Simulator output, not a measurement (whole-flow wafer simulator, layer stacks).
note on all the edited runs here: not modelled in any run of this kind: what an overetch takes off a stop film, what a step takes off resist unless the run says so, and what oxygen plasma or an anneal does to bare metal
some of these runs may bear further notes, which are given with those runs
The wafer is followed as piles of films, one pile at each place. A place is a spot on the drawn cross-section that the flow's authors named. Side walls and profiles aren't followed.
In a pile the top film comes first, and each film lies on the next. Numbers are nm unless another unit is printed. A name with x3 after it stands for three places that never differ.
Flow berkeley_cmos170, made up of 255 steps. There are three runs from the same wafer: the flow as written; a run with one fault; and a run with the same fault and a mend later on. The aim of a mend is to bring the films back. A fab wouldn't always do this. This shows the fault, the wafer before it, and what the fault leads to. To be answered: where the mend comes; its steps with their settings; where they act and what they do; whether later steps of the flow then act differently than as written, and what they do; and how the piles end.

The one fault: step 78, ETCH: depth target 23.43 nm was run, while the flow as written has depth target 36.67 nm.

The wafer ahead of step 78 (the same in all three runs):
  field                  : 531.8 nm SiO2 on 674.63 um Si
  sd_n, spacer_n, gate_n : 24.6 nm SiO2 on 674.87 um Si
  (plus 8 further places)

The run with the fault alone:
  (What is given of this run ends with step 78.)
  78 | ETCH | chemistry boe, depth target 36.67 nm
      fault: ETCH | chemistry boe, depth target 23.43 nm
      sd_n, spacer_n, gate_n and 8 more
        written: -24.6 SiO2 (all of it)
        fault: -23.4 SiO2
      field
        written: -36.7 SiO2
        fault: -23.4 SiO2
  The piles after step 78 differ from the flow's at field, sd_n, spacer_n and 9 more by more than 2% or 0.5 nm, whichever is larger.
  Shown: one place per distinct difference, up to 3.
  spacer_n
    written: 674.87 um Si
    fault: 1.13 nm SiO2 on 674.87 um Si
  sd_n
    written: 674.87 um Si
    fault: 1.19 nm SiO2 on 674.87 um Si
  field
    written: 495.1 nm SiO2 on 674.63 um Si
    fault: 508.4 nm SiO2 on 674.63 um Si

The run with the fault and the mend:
  The mend stands after step 78.
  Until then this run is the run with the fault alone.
  78a | ETCH | chemistry boe, depth target 13.24 nm (a further turn of the flow's step 78, with different settings)
      spacer_n, gate_n, spacer_p and 6 more
        -1.13 SiO2 (all of it)
      sd_n, sd_p
        -1.19 SiO2 (all of it)
      field
        -13.2 SiO2
  Every later step of the flow that is run acts as written, at every place that is followed, to within 2% or 0.5 nm, whichever is larger.
  By the end, the piles equal the flow's at every place that both follow.
